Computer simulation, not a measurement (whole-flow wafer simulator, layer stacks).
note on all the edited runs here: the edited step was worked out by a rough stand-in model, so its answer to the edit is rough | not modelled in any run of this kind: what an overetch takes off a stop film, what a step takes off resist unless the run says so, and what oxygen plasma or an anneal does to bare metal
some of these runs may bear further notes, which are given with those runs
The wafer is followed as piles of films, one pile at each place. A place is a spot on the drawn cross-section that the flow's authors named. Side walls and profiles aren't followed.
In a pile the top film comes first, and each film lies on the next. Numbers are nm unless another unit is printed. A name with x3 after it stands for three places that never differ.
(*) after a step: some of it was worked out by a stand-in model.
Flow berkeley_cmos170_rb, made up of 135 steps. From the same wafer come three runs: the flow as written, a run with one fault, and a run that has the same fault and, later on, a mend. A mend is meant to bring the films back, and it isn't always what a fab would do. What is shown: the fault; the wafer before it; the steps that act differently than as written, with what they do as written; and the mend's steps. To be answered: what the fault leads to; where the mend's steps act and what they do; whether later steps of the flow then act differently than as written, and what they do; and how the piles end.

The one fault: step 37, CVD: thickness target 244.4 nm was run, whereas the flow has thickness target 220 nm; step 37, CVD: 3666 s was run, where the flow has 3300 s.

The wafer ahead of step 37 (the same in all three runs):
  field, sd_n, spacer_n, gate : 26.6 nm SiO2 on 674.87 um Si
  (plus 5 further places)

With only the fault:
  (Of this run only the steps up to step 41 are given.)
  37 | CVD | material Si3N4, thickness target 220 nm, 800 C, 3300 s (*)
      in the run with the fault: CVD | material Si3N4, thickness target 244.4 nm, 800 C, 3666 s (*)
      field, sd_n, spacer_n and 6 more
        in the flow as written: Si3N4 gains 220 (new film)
        in the run with the fault: Si3N4 gains 244.4 (new film)
  Later steps of the flow up to step 41 that are run all act as written at every place that is followed.
  The piles after step 41 differ from the flow's at field, sd_n, spacer_n and 6 more by more than 2% or 0.5 nm, whichever is larger.
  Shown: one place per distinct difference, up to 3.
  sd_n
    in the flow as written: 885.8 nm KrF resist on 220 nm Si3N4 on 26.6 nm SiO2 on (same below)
    in the run with the fault: 885.8 nm KrF resist on 244.4 nm Si3N4 on 26.6 nm SiO2 on (same below)
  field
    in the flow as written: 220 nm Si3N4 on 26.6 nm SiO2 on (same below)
    in the run with the fault: 244.4 nm Si3N4 on 26.6 nm SiO2 on (same below)

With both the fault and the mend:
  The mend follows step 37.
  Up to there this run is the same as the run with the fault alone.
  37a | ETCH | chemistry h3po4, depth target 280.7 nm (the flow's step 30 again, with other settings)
      field, sd_n, spacer_n and 6 more
        Si3N4 loses 244.4 (all of it)
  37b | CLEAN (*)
      leaves every film unchanged at each place that is followed
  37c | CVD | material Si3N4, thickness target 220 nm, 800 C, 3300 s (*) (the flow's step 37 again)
      field, sd_n, spacer_n and 6 more
        Si3N4 gains 220 (new film)
  Later steps of the flow that are run all act as written at every place that is followed.
  The piles end the same as the flow's at every place that both follow.
